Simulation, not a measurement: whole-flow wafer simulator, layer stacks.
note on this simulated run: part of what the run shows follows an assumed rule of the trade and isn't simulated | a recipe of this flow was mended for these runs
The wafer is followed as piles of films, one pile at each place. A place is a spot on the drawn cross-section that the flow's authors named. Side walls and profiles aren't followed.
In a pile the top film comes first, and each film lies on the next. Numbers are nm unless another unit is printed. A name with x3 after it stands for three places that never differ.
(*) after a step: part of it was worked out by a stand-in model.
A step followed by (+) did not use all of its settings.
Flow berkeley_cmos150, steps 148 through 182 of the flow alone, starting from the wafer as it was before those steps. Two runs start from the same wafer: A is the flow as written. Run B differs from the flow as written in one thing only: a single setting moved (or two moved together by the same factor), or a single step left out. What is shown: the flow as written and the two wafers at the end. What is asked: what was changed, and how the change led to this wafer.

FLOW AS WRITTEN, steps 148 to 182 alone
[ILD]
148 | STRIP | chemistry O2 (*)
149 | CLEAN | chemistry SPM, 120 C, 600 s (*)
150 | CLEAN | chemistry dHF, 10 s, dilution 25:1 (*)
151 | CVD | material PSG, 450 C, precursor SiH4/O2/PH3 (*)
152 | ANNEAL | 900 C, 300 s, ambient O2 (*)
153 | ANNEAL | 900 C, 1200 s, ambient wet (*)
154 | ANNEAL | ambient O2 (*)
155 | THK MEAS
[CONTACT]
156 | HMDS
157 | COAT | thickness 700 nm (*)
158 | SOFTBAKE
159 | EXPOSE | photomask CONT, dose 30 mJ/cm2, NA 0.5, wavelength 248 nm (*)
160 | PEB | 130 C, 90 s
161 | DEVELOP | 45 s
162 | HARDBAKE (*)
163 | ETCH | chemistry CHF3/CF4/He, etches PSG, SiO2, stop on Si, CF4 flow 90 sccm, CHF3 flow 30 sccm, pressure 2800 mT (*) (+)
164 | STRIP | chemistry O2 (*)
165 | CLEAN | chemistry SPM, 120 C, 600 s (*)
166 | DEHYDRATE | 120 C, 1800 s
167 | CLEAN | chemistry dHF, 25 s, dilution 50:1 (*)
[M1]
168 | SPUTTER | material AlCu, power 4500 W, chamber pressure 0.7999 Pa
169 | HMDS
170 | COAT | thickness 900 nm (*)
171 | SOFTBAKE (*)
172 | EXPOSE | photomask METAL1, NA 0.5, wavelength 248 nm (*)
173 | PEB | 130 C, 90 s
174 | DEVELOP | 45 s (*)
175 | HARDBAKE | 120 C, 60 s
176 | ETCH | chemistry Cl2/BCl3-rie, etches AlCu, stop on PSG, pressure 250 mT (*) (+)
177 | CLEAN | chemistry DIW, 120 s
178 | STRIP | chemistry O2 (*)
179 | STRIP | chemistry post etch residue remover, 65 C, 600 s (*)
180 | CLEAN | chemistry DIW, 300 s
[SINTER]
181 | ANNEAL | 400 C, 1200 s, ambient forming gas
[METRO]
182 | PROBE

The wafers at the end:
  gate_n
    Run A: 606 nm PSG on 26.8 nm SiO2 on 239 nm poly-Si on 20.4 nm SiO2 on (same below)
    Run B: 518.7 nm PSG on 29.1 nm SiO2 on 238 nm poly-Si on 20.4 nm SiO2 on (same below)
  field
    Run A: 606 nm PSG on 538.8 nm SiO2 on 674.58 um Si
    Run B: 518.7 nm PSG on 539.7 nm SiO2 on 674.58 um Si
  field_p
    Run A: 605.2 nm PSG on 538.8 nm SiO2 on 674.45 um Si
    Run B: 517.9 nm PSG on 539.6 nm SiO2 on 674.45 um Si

What caused this: step 151, CVD: 429 C was run, whereas the flow has 450 C.

The path from the change to this, step by step:
  151 | CVD | material PSG, 450 C, precursor SiH4/O2/PH3 (*)
      field, field_p, sd_n, gate_n, gate_p, contact, m1: A +700 PSG (new film) | B +608.2 PSG (new film)
      sd_p: A +639.5 PSG (new film) | B +557.9 PSG (new film)
  153 | ANNEAL | 900 C, 1200 s, ambient wet (*)
      sd_n, contact, m1: A -35 PSG, +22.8 SiO2, -10 Si | B -30.4 PSG, +24.4 SiO2, -10.8 Si
      field, field_p: A -35 PSG, +16.3 SiO2, -7.15 Si | B -30.4 PSG, +17.1 SiO2, -7.52 Si
      (and at 3 other places as well)
  163 | ETCH | chemistry CHF3/CF4/He, etches PSG, SiO2, stop on Si, CF4 flow 90 sccm, CHF3 flow 30 sccm, pressure 2800 mT (*) (+)
      field, field_p, sd_n, gate_n, sd_p, gate_p, m1: A -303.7 KrF-resist | B -273.1 KrF-resist
      contact: A -665 PSG (all of it), -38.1 SiO2 (all of it), -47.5 Si | B -577.8 PSG (all of it), -39.8 SiO2 (all of it), -47.5 Si
  164 | STRIP | chemistry O2 (*)
      field: A -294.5 KrF-resist (all of it) | B -324.2 KrF-resist (all of it)
      field_p: A -397.1 KrF-resist (all of it) | B -425.5 KrF-resist (all of it)
      (and at 5 other places as well)
  168 | SPUTTER | material AlCu, power 4500 W, chamber pressure 0.7999 Pa
      contact: A +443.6 AlCu (new film) | B +464.5 AlCu (new film)
  170 | COAT | thickness 900 nm (*)
      contact: A +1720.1 thick-KrF-resist (new film) | B +1640 thick-KrF-resist (new film)
  175 | HARDBAKE | 120 C, 60 s
      contact: A -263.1 thick-KrF-resist | B -250.8 thick-KrF-resist
  178 | STRIP | chemistry O2 (*)
      contact: A -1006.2 thick-KrF-resist (all of it) | B -938.5 thick-KrF-resist (all of it)
      m1: A -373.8 thick-KrF-resist (all of it) | B -381.5 thick-KrF-resist (all of it)
